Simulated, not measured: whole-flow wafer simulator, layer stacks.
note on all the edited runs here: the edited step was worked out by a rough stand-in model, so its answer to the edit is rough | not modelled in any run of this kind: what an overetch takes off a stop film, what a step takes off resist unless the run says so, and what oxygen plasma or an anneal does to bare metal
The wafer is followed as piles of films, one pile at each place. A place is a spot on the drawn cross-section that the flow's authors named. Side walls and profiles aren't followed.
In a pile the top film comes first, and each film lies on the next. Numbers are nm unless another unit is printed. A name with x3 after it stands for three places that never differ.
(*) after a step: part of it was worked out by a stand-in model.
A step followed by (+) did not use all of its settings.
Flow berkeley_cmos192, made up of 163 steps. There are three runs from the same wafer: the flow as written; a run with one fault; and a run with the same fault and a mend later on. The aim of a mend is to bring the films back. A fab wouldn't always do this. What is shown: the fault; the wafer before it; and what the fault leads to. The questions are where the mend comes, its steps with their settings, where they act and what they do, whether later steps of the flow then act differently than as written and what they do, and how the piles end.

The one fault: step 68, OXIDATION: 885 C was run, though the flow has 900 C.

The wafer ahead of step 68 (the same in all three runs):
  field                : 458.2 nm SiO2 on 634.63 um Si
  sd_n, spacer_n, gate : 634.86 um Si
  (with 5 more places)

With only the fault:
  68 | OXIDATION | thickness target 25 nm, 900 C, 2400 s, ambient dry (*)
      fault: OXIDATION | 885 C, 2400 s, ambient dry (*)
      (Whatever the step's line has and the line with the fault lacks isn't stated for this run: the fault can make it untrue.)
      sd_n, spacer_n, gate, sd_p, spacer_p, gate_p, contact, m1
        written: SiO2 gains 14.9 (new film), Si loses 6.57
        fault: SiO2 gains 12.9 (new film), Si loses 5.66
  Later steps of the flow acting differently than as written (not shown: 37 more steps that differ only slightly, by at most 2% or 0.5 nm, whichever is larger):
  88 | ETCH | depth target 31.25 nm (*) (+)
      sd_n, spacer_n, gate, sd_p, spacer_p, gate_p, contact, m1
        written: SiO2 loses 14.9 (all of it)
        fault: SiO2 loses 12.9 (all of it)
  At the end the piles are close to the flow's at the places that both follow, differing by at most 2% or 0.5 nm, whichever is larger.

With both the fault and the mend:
  The mend stands after step 69.
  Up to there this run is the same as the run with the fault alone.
  69a | OXIDATION | 900 C, 479 s, ambient dry (*) (a further turn of the flow's step 68, with different settings)
      sd_n, spacer_n, gate, sd_p, spacer_p, gate_p, contact, m1
        SiO2 gains 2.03, Si loses 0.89
      field
        SiO2 gains 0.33, Si loses 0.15
  Every later step of the flow that is run acts as written, at every place that is followed, to within 2% or 0.5 nm, whichever is larger.
  At the end the piles are close to the flow's at the places that both follow, differing by at most 2% or 0.5 nm, whichever is larger.
